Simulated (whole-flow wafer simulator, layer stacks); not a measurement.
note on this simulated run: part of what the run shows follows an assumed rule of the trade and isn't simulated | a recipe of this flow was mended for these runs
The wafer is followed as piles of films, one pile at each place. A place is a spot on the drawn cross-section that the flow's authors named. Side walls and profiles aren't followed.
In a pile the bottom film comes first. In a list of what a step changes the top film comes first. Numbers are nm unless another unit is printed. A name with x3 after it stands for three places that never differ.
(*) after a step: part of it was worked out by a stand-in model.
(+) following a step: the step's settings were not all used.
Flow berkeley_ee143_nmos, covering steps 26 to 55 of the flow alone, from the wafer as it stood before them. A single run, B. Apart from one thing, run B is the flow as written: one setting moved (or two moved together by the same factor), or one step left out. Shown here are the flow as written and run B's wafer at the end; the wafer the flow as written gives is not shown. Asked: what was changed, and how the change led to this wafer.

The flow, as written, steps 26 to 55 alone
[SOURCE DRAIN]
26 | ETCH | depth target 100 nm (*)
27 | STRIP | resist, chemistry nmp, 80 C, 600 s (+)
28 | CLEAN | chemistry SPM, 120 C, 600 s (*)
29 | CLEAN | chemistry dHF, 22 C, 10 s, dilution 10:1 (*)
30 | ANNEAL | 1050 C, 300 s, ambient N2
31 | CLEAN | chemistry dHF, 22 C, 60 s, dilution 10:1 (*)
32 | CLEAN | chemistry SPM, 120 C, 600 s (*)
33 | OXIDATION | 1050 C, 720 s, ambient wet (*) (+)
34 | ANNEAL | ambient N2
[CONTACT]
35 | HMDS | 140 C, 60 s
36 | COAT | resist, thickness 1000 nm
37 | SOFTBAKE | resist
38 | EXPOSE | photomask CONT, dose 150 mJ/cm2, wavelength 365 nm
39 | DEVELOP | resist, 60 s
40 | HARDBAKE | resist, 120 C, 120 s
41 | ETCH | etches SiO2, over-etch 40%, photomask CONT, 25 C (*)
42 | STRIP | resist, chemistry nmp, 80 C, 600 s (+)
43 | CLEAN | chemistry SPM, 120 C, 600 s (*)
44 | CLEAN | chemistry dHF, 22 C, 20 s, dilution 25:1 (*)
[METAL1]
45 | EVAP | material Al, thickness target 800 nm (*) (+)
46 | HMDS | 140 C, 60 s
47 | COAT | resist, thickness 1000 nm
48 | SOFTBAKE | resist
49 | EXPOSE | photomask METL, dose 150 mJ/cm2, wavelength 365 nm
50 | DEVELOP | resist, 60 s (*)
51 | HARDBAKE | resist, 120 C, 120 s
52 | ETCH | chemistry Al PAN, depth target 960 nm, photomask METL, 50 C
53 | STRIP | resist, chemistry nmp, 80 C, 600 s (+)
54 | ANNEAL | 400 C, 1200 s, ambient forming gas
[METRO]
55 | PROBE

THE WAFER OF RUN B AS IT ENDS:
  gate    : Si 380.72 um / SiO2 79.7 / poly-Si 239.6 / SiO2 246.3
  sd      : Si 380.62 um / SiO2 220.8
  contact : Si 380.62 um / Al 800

Cause: step 33, OXIDATION: 1073 C was run, though the flow has 1050 C.

How this came from the change, step by step:
  33 | OXIDATION | 1050 C, 720 s, ambient wet (*) (+)
      sd, contact: +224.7 SiO2 (new film), -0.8 chemical SiO2 (all of it), -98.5 Si (as written it would have been: +189.4 SiO2 (new film), -0.8 chemical SiO2 (all of it), -83 Si)
      gate: +250.1 SiO2 (new film), -0.8 chemical SiO2 (all of it), -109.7 poly-Si (as written it would have been: +217.6 SiO2 (new film), -0.8 chemical SiO2 (all of it), -95.4 poly-Si)
      (also at 1 further place)
  41 | ETCH | etches SiO2, over-etch 40%, photomask CONT, 25 C (*)
      contact: -224.7 SiO2 (all of it) (as written it would have been: -189.4 SiO2 (all of it))
